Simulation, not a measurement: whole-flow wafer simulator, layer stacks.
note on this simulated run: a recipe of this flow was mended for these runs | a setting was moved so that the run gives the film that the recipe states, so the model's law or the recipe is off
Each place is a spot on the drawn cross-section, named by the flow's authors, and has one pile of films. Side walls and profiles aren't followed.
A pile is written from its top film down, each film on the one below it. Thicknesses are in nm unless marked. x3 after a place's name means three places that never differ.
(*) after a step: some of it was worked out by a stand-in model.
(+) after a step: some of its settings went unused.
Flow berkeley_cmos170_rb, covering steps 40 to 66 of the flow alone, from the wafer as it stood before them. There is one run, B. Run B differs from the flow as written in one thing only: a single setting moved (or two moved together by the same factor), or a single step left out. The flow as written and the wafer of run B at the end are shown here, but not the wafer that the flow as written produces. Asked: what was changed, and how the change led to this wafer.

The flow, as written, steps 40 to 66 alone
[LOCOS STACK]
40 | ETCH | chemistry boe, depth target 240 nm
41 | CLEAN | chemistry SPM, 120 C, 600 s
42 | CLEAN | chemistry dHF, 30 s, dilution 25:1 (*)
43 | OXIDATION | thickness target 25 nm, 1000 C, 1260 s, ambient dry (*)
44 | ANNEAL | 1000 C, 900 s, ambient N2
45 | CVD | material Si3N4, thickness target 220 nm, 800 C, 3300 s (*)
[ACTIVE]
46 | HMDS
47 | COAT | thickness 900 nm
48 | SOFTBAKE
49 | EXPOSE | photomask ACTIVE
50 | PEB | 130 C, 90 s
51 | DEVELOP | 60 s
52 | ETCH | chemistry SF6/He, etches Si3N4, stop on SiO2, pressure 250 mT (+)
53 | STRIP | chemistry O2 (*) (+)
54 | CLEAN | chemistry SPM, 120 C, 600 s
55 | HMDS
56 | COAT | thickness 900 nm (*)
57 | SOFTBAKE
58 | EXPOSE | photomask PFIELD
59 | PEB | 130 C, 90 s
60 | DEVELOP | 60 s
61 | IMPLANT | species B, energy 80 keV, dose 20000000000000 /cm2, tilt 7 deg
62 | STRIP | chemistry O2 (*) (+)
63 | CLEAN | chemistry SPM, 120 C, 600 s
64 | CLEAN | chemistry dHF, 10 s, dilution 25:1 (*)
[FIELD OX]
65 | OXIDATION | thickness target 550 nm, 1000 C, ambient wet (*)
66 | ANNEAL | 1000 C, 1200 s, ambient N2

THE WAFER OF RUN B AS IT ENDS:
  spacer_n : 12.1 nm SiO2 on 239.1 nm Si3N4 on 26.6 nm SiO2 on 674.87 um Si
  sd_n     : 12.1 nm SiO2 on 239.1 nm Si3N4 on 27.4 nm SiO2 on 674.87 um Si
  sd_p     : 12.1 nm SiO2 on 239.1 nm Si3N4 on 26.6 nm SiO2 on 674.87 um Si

What caused this: step 45, CVD: thickness target 246.4 nm was run, though the flow has thickness target 220 nm; step 45, CVD: 3696 s was run, where the flow has 3300 s.

The path from the change to this, step by step:
  45 | CVD | material Si3N4, thickness target 220 nm, 800 C, 3300 s (*)
      field, sd_n, spacer_n and 6 more: +246.4 Si3N4 (new film) (as written it would have been: +220 Si3N4 (new film))
  52 | ETCH | chemistry SF6/He, etches Si3N4, stop on SiO2, pressure 250 mT (+)
      sd_n, spacer_n, gate, sd_p, spacer_p, gate_p, contact, m1: -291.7 KrF-resist (as written it would have been: -263 KrF-resist)
      field: -246.4 Si3N4 (all of it), -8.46 SiO2 (as written it would have been: -220 Si3N4 (all of it), -8.46 SiO2)
  53 | STRIP | chemistry O2 (*) (+)
      sd_n, spacer_n, gate, sd_p, spacer_p, gate_p, contact, m1: -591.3 KrF-resist (all of it) (as written it would have been: -620 KrF-resist (all of it))
  65 | OXIDATION | thickness target 550 nm, 1000 C, ambient wet (*)
      gate: +12.1 SiO2 (new film), -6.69 Si3N4 (as written it would have been: +12.1 SiO2 (new film), -6.69 Si3N4, +0.05 SiO2, -0.05 Si)
      sd_p: +12.1 SiO2 (new film), -6.69 Si3N4 (as written it would have been: +12.1 SiO2 (new film), -6.69 Si3N4, +0.06 SiO2, -0.06 Si)
      (also at 1 further place)
